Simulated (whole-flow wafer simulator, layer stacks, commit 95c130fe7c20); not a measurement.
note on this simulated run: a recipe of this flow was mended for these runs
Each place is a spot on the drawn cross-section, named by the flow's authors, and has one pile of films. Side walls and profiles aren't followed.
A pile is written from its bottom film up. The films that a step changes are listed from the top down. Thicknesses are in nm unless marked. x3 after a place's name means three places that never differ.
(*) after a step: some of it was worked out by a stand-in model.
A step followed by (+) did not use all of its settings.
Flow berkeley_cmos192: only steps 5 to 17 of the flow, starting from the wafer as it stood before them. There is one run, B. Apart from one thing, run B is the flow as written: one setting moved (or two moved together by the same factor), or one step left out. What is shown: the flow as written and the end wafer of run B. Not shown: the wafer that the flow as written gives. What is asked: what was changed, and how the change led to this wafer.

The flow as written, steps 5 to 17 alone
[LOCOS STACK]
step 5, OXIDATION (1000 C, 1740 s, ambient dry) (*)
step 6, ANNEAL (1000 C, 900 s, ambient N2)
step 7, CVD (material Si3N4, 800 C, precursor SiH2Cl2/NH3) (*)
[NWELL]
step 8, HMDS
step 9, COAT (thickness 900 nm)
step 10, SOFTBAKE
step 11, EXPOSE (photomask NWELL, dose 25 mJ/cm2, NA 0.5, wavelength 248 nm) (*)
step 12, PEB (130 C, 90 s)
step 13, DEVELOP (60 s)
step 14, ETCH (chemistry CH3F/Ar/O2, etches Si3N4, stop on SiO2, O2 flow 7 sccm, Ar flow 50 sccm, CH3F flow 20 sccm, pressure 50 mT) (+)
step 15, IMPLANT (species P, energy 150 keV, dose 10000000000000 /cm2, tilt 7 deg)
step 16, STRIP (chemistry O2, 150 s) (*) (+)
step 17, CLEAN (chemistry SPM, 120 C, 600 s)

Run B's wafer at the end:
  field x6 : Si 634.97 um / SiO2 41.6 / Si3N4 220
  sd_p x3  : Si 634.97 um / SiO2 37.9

The reason: step 5, OXIDATION: 2784 s was run, though the flow has 1740 s.

How this came from the change, step by step:
  step 5, OXIDATION (1000 C, 1740 s, ambient dry) (*)
      field x6, sd_p x3: SiO2 gains 41.6 (new film), Si loses 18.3 (it would be, as written: SiO2 gains 31.6 (new film), Si loses 13.9)
